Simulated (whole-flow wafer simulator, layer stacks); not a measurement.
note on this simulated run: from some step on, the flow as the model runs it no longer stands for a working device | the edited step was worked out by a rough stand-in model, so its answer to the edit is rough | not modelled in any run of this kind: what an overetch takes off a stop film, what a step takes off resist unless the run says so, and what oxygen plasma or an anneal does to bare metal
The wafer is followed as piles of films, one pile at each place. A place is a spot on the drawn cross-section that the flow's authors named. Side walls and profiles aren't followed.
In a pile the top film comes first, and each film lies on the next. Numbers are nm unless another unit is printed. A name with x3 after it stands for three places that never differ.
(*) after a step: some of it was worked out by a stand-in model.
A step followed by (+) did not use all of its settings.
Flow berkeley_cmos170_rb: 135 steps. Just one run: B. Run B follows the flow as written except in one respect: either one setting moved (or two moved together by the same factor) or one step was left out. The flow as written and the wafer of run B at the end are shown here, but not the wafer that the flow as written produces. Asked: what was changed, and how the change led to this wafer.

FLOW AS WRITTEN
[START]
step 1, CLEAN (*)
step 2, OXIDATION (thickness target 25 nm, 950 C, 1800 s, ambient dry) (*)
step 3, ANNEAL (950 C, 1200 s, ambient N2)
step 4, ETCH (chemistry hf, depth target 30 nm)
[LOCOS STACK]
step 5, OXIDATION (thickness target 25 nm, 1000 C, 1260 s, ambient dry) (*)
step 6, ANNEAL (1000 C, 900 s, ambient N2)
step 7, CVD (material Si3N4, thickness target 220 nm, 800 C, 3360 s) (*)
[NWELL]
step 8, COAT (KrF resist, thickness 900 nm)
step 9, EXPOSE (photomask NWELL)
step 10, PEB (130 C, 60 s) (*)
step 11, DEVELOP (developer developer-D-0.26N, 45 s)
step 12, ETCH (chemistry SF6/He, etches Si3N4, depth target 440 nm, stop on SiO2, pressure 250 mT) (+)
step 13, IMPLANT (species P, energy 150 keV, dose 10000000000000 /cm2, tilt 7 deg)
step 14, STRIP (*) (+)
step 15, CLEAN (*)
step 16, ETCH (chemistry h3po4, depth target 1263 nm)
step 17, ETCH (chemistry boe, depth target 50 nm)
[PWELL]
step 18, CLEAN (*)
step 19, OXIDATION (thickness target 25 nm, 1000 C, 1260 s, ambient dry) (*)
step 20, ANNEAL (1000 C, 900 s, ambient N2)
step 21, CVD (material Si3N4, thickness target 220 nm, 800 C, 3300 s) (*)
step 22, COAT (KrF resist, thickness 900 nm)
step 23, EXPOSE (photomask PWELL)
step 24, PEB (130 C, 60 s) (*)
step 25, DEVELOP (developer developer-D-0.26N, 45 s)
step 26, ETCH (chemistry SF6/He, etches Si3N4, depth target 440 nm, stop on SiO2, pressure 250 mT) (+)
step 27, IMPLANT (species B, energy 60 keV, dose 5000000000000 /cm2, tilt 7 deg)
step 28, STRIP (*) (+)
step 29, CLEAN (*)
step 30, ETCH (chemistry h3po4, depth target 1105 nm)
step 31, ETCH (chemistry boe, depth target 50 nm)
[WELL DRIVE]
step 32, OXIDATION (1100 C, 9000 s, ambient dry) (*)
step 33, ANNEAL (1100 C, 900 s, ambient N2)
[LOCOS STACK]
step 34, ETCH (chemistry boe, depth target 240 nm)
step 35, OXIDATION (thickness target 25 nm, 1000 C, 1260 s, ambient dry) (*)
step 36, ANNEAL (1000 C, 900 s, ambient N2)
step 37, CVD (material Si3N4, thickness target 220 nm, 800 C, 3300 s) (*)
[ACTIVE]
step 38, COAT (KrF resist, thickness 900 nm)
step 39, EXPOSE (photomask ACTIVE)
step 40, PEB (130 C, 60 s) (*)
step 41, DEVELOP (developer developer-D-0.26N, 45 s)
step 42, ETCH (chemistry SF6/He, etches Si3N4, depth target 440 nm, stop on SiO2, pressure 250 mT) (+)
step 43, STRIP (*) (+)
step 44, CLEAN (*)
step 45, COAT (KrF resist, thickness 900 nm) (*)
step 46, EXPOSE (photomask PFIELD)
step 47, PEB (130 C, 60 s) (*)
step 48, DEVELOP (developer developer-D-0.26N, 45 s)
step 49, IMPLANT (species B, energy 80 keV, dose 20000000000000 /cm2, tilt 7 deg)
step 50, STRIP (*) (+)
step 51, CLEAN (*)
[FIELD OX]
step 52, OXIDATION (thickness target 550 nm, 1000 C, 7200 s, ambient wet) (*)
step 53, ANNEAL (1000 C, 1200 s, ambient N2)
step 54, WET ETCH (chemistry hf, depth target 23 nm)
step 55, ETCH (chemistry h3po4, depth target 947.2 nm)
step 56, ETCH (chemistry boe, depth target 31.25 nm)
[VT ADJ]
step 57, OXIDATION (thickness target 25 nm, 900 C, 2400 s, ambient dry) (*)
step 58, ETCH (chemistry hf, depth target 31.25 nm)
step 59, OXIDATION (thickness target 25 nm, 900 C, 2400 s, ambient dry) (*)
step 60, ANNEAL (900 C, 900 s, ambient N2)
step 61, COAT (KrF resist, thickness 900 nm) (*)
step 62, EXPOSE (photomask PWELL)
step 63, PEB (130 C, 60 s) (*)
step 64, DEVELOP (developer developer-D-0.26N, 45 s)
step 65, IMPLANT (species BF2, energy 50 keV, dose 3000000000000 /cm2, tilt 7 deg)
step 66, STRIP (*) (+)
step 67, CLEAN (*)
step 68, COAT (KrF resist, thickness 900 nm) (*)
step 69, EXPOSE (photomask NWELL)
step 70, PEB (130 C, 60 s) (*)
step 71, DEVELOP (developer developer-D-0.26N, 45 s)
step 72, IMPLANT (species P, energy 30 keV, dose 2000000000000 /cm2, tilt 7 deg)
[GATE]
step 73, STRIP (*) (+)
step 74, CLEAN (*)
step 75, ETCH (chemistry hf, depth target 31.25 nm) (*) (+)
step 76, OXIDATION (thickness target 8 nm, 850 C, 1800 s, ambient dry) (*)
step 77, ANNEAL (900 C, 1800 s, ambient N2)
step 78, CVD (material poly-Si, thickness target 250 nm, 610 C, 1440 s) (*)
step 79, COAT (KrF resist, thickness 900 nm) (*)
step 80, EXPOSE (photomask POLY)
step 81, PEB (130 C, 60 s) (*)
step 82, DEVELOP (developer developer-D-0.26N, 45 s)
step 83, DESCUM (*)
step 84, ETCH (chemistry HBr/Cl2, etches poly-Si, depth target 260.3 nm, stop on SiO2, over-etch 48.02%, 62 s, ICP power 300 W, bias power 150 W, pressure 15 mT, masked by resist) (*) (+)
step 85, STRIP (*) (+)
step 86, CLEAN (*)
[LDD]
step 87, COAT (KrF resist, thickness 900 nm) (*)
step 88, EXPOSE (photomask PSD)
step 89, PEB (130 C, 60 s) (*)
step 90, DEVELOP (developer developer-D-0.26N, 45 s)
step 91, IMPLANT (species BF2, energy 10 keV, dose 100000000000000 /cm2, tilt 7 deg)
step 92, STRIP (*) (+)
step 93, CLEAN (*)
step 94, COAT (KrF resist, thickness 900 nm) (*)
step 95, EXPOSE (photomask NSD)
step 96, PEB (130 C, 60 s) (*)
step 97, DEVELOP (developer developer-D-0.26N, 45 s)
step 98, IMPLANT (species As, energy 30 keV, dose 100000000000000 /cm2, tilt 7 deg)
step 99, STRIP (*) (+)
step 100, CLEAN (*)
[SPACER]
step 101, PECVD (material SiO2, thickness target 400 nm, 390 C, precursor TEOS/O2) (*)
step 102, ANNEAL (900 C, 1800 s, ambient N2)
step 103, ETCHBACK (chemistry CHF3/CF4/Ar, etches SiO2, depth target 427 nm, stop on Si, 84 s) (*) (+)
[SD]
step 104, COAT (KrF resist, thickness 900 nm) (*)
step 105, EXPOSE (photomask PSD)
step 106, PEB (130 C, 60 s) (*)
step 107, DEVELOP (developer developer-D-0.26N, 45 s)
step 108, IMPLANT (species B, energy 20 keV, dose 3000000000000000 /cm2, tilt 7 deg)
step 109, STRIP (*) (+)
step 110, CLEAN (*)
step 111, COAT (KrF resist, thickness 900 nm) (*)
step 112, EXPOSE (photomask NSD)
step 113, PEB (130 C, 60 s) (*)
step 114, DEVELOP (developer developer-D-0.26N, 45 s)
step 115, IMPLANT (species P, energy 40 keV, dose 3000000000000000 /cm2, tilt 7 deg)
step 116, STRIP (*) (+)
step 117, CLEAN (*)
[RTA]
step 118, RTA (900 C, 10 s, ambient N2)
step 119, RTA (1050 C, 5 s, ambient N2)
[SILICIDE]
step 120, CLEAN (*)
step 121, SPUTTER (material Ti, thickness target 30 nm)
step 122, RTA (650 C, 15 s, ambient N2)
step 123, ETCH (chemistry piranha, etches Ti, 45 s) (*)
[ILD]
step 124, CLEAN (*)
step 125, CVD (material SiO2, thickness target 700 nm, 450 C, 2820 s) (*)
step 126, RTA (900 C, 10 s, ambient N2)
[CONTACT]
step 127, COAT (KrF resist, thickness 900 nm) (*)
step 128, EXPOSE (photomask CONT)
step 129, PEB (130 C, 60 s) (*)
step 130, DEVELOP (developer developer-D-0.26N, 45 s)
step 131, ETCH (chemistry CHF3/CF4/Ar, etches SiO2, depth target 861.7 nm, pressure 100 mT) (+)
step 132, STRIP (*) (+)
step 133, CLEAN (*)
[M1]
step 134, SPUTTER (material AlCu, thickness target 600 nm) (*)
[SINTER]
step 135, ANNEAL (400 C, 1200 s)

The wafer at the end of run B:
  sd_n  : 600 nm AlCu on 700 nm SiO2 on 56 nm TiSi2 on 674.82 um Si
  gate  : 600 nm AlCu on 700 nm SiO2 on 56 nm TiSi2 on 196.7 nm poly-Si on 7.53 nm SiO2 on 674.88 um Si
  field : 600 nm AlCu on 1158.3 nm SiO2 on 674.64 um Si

The reason: step 32, OXIDATION: 5400 s was run, while the flow as written has 9000 s.

The path from the change to this, step by step:
  step 32, OXIDATION (1100 C, 9000 s, ambient dry) (*)
      field, sd_n, spacer_n and 6 more: +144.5 SiO2 (new film), -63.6 Si (it would be, as written: +197.6 SiO2 (new film), -86.9 Si)
  step 34, ETCH (chemistry boe, depth target 240 nm)
      field, sd_n, spacer_n and 6 more: -144.5 SiO2 (all of it) (it would be, as written: -197.6 SiO2 (all of it))
